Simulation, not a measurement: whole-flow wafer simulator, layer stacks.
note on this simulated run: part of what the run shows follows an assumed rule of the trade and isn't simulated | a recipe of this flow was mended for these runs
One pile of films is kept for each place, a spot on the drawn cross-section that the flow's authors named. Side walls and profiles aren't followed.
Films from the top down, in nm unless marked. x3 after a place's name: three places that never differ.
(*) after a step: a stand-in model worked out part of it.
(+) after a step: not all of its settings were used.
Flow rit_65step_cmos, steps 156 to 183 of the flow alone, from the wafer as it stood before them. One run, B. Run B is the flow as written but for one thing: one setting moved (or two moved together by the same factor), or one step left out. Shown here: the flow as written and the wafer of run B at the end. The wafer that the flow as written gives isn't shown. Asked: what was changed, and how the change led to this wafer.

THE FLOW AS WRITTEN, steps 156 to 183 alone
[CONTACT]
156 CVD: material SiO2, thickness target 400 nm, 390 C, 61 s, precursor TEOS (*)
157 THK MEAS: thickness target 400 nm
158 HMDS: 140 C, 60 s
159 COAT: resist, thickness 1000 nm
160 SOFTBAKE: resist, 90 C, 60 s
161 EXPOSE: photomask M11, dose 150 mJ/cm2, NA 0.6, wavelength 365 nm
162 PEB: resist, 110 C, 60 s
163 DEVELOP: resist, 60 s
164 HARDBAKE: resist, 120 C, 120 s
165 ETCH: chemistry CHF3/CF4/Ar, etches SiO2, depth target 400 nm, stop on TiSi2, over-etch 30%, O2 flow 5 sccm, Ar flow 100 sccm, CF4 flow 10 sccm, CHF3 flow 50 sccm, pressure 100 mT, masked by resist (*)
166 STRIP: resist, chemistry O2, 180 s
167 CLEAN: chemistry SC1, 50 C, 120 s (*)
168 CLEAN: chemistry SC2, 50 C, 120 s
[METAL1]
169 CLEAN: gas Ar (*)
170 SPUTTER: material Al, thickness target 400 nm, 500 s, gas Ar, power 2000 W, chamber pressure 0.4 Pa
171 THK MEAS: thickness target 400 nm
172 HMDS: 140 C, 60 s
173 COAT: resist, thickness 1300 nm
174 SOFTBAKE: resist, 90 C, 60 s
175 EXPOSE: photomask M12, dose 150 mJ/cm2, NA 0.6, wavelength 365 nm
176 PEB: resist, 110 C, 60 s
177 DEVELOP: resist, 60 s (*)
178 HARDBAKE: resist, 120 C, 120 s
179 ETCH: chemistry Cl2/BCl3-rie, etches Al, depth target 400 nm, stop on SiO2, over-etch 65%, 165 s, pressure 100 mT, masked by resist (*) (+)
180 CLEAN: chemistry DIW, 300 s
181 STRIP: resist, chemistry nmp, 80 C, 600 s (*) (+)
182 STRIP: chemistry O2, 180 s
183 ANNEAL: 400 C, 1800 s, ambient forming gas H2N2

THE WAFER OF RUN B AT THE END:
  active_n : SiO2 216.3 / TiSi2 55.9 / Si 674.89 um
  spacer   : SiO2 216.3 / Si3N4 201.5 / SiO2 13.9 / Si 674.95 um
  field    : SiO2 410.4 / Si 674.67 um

The cause: step 156, CVD: thickness target 256 nm was run, where the flow has thickness target 400 nm; step 156, CVD: 39 s was run, where the flow has 61 s.

How the change led to this, step by step:
  156 CVD: material SiO2, thickness target 400 nm, 390 C, 61 s, precursor TEOS (*)
      active_n, active_p, gate_n and 7 more: SiO2 +256 (new film) (as written it would be: SiO2 +400 (new film))
      field, field_pw, field_nw, field_p: SiO2 +256 (as written it would be: SiO2 +400)
  165 ETCH: chemistry CHF3/CF4/Ar, etches SiO2, depth target 400 nm, stop on TiSi2, over-etch 30%, O2 flow 5 sccm, Ar flow 100 sccm, CF4 flow 10 sccm, CHF3 flow 50 sccm, pressure 100 mT, masked by resist (*)
      field, field_pw, field_nw and 10 more: resist -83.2 (as written it would be: resist -130)
      contact: SiO2 -256 (all of it), TiSi2 -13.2 (as written it would be: SiO2 -400 (all of it), TiSi2 -6)
  166 STRIP: resist, chemistry O2, 180 s
      active_n, active_p: resist -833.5 (all of it) (as written it would be: resist -787.7 (all of it))
      field: resist -892.8 (all of it) (as written it would be: resist -847 (all of it))
      (and at 10 more places)
  170 SPUTTER: material Al, thickness target 400 nm, 500 s, gas Ar, power 2000 W, chamber pressure 0.4 Pa
      contact: Al +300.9 (new film) (as written it would be: Al +255.4 (new film))
  173 COAT: resist, thickness 1300 nm
      contact: resist +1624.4 (new film) (as written it would be: resist +1785.1 (new film))
  176 PEB: resist, 110 C, 60 s
      contact: resist -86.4 (as written it would be: resist -95.5)
  178 HARDBAKE: resist, 120 C, 120 s
      contact: resist -55.9 (as written it would be: resist -62.1)
  181 STRIP: resist, chemistry nmp, 80 C, 600 s (*) (+)
      contact: resist -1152 (all of it) (as written it would be: resist -1297.5 (all of it))
